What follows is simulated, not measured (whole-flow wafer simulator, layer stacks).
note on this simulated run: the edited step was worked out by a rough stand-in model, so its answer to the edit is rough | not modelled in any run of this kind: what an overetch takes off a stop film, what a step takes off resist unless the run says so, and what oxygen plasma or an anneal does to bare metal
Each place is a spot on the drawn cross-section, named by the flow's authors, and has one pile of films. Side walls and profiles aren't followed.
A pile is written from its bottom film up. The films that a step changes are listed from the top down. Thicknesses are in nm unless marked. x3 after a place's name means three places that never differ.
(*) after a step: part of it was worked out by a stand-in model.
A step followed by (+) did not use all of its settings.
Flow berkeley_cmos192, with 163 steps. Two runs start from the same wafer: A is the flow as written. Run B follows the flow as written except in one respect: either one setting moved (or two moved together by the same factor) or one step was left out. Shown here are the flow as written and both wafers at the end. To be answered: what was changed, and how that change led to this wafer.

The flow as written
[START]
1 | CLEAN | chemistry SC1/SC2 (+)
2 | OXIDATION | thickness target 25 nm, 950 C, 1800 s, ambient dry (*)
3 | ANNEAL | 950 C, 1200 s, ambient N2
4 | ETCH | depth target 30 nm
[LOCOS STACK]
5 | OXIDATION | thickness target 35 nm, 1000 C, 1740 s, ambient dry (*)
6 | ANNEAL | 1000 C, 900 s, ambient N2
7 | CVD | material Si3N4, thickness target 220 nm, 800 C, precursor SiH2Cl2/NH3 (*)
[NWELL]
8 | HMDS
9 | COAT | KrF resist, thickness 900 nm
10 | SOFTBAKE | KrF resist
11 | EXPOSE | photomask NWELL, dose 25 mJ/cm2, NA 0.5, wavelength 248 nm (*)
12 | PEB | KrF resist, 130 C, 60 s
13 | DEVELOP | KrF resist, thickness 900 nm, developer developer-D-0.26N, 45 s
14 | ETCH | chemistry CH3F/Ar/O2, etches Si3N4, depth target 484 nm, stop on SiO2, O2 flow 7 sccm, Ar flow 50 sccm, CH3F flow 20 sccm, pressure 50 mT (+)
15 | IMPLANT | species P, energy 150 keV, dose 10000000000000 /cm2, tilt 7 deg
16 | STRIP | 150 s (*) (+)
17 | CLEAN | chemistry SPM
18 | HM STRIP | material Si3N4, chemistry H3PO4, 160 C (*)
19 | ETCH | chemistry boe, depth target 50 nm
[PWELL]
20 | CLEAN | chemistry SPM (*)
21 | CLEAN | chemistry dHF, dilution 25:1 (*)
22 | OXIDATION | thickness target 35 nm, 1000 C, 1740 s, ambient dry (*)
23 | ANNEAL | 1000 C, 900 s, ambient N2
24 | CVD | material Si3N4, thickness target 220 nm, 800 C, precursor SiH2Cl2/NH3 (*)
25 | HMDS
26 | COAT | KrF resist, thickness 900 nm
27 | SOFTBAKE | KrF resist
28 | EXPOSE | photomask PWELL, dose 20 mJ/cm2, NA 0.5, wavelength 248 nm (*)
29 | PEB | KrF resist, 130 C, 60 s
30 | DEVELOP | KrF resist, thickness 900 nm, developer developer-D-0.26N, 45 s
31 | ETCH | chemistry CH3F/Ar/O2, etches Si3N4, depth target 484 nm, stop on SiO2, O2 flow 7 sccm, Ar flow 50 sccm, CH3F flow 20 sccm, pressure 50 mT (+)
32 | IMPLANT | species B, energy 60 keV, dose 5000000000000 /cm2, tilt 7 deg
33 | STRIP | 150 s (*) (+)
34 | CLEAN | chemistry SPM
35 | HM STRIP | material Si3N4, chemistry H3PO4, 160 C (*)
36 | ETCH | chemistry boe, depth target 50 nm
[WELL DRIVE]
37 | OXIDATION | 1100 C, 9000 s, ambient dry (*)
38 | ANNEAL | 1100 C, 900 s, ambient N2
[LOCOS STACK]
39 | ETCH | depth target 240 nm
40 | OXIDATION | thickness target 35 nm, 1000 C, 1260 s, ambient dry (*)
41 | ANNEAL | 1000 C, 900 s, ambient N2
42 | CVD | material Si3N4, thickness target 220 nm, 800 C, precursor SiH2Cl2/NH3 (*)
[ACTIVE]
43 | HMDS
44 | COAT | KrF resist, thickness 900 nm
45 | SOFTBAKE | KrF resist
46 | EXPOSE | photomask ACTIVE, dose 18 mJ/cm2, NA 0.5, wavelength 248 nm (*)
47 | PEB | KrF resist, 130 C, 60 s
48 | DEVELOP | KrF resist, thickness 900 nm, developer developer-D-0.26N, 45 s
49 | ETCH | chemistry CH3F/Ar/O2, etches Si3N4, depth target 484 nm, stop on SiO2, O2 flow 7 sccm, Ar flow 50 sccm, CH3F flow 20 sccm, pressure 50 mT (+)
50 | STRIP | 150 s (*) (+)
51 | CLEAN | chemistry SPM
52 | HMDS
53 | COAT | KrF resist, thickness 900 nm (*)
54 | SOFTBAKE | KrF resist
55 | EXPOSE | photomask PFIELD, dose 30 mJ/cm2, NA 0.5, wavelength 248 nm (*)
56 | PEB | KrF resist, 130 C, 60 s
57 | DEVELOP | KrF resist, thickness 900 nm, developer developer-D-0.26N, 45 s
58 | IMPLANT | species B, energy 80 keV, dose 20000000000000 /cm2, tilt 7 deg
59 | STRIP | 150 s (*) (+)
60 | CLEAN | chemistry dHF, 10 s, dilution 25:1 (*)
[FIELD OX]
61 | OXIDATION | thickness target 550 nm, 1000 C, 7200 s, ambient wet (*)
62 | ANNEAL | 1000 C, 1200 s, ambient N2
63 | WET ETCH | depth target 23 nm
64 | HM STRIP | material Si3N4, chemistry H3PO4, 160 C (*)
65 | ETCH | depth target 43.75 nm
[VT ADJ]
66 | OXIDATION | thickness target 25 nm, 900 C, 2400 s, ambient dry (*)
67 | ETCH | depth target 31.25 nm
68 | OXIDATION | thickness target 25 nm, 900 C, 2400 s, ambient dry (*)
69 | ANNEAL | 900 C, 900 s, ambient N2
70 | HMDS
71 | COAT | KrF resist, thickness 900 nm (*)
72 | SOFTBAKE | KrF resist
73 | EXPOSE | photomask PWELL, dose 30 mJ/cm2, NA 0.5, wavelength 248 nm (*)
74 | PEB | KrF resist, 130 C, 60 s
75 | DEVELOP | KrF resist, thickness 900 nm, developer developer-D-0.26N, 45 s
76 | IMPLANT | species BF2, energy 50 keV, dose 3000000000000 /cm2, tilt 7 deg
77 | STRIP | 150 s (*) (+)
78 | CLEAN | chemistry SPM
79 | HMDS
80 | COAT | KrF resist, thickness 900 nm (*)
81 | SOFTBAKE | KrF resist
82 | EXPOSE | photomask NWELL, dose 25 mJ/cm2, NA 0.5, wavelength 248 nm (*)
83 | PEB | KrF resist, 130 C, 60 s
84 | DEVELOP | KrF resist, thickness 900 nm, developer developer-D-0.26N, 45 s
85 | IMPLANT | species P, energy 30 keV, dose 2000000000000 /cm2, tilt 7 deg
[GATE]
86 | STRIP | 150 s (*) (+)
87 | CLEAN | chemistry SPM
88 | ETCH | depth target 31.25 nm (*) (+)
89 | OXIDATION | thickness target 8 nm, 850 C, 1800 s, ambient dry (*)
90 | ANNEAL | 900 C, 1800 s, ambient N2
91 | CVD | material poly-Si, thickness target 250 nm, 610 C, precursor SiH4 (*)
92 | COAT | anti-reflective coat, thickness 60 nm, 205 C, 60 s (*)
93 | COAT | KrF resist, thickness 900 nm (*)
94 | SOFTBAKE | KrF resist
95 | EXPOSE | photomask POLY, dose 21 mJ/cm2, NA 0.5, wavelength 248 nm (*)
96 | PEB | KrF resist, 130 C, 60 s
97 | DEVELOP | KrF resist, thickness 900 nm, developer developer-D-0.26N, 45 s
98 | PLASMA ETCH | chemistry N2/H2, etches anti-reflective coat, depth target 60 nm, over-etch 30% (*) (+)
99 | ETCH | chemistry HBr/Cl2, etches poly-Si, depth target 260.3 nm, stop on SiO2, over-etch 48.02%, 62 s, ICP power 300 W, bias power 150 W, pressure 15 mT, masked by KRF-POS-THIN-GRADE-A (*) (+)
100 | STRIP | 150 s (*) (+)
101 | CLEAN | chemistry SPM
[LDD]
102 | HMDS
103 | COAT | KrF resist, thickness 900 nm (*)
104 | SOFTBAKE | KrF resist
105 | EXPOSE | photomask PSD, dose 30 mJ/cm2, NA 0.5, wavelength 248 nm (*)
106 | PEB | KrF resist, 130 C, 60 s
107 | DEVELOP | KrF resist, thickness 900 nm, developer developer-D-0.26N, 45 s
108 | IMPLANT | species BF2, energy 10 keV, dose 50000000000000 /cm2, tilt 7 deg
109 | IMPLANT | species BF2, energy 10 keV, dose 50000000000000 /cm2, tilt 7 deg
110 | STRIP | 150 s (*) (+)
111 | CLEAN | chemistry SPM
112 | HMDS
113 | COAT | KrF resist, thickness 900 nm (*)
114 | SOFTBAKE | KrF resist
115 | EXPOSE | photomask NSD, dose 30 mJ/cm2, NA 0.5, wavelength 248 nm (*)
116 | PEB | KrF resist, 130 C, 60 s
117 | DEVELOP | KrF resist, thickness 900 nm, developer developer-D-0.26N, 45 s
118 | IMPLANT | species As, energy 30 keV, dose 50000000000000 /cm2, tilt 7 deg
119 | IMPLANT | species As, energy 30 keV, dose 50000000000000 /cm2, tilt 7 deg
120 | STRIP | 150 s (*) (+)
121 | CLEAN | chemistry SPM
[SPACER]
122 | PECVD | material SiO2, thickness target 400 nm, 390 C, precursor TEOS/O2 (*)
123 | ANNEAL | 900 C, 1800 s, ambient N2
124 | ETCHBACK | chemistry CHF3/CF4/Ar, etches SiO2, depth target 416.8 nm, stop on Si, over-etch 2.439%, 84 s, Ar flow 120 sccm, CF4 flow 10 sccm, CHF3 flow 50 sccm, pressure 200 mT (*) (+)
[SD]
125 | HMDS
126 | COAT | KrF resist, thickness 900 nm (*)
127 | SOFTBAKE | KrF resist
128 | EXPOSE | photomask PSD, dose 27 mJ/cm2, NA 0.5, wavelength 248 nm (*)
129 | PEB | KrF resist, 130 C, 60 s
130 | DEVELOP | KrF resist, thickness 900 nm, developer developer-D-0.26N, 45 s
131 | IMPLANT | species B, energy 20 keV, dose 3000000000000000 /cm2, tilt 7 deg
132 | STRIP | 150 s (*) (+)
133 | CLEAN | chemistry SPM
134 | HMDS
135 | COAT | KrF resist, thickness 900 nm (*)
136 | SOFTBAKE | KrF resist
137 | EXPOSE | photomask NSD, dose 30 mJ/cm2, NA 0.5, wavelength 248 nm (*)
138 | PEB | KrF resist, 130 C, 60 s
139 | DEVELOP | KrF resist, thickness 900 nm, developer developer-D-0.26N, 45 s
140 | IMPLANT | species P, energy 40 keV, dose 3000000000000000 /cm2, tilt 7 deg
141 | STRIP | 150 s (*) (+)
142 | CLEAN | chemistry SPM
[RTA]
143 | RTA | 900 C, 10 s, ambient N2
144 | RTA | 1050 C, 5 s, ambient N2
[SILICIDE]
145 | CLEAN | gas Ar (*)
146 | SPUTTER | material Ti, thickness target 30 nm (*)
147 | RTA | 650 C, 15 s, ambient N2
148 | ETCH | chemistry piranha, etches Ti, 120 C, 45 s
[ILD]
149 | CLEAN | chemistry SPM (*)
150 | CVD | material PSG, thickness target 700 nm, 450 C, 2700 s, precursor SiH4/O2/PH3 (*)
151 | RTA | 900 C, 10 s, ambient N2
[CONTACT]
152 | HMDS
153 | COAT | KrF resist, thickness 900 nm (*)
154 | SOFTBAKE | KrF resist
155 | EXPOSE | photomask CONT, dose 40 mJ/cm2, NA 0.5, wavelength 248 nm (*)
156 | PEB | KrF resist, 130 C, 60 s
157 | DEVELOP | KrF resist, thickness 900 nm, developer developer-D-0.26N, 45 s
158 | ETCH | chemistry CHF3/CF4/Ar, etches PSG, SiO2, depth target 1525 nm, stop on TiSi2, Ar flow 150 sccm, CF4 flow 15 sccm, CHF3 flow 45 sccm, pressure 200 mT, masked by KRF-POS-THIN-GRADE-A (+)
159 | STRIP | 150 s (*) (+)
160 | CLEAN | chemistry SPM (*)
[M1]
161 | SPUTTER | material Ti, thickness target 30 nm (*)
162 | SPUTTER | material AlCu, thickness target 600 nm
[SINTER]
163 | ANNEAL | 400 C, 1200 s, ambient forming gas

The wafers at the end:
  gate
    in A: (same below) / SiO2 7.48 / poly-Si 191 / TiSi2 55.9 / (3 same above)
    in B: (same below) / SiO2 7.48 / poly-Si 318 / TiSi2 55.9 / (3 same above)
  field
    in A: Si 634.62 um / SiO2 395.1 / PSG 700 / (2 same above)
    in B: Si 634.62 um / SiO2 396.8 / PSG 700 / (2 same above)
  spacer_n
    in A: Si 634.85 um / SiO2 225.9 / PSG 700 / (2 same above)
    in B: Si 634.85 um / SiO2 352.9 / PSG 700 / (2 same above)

Cause: step 91, CVD: thickness target 377 nm was run, though the flow has thickness target 250 nm.

Step by step, how the change led to this:
  91 | CVD | material poly-Si, thickness target 250 nm, 610 C, precursor SiH4 (*)
      field, sd_n, spacer_n and 6 more: A +250 poly-Si (new film) | B +377 poly-Si (new film)
  92 | COAT | anti-reflective coat, thickness 60 nm, 205 C, 60 s (*)
      field: A +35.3 anti-reflective coat (new film) | B +36.6 anti-reflective coat (new film)
      sd_n: A +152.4 anti-reflective coat (new film) | B +157.8 anti-reflective coat (new film)
      (and at 1 other place as well)
  98 | PLASMA ETCH | chemistry N2/H2, etches anti-reflective coat, depth target 60 nm, over-etch 30% (*) (+)
      field: A -35.3 anti-reflective coat (all of it), -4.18 poly-Si | B -36.6 anti-reflective coat (all of it), -4.32 poly-Si
      sd_n: A -152.4 anti-reflective coat (all of it), -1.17 poly-Si | B -157.8 anti-reflective coat (all of it), -1.21 poly-Si
      (and at 1 other place as well)
  99 | ETCH | chemistry HBr/Cl2, etches poly-Si, depth target 260.3 nm, stop on SiO2, over-etch 48.02%, 62 s, ICP power 300 W, bias power 150 W, pressure 15 mT, masked by KRF-POS-THIN-GRADE-A (*) (+)
      spacer_n, spacer_p: A -245.8 poly-Si (all of it), -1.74 SiO2 | B -372.6 poly-Si (all of it), -0.06 SiO2
      field: A -245.8 poly-Si (all of it), -1.74 SiO2 | B -372.7 poly-Si (all of it), -0.06 SiO2
      (and at 4 other places as well)
  103 | COAT | KrF resist, thickness 900 nm (*)
      gate: A +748 KrF resist (new film) | B +641.7 KrF resist (new film)
      gate_p: A +744.1 KrF resist (new film) | B +637.9 KrF resist (new film)
  107 | DEVELOP | KrF resist, thickness 900 nm, developer developer-D-0.26N, 45 s
      gate_p: A -742.9 KrF resist (all of it) | B -636.9 KrF resist (all of it)
  110 | STRIP | 150 s (*) (+)
      gate: A -732.7 KrF resist (all of it), +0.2 chemical SiO2, -0.09 poly-Si | B -626.6 KrF resist (all of it), +0.2 chemical SiO2, -0.09 poly-Si
  113 | COAT | KrF resist, thickness 900 nm (*)
      gate: A +747.9 KrF resist (new film) | B +641.7 KrF resist (new film)
      gate_p: A +743.9 KrF resist (new film) | B +637.7 KrF resist (new film)
  117 | DEVELOP | KrF resist, thickness 900 nm, developer developer-D-0.26N, 45 s
      gate: A -746.8 KrF resist (all of it) | B -640.7 KrF resist (all of it)
  120 | STRIP | 150 s (*) (+)
      gate_p: A -728.6 KrF resist (all of it), +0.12 chemical SiO2, -0.05 poly-Si | B -622.6 KrF resist (all of it), +0.12 chemical SiO2, -0.05 poly-Si
  124 | ETCHBACK | chemistry CHF3/CF4/Ar, etches SiO2, depth target 416.8 nm, stop on Si, over-etch 2.439%, 84 s, Ar flow 120 sccm, CF4 flow 10 sccm, CHF3 flow 50 sccm, pressure 200 mT (*) (+)
      spacer_n: A -160 SiO2 | B -33.4 SiO2
      spacer_p: A -159.9 SiO2 | B -33.4 SiO2
  126 | COAT | KrF resist, thickness 900 nm (*)
      spacer_n: A +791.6 KrF resist (new film) | B +699.3 KrF resist (new film)
      gate: A +771.5 KrF resist (new film) | B +681.5 KrF resist (new film)
      (and at 2 other places as well)
  130 | DEVELOP | KrF resist, thickness 900 nm, developer developer-D-0.26N, 45 s
      spacer_p: A -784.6 KrF resist (all of it) | B -692.8 KrF resist (all of it)
      gate_p: A -764.3 KrF resist (all of it) | B -674.8 KrF resist (all of it)
  132 | STRIP | 150 s (*) (+)
      spacer_n: A -776.1 KrF resist (all of it) | B -684.1 KrF resist (all of it)
      gate: A +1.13 chemical SiO2 (new film), -756.1 KrF resist (all of it), -0.5 poly-Si | B +1.13 chemical SiO2 (new film), -666.3 KrF resist (all of it), -0.5 poly-Si
  135 | COAT | KrF resist, thickness 900 nm (*)
      spacer_n: A +791.1 KrF resist (new film) | B +699.6 KrF resist (new film)
      gate: A +770.3 KrF resist (new film) | B +681.1 KrF resist (new film)
      (and at 2 other places as well)
  139 | DEVELOP | KrF resist, thickness 900 nm, developer developer-D-0.26N, 45 s
      spacer_n: A -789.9 KrF resist (all of it) | B -698.5 KrF resist (all of it)
      gate: A -769.1 KrF resist (all of it) | B -680.1 KrF resist (all of it)
  ... 2 other steps ...
  159 | STRIP | 150 s (*) (+)
      field: A -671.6 KrF resist (all of it) | B -686.8 KrF resist (all of it)
      spacer_n: A -620.3 KrF resist (all of it) | B -552.9 KrF resist (all of it)
      (and at 4 other places as well)
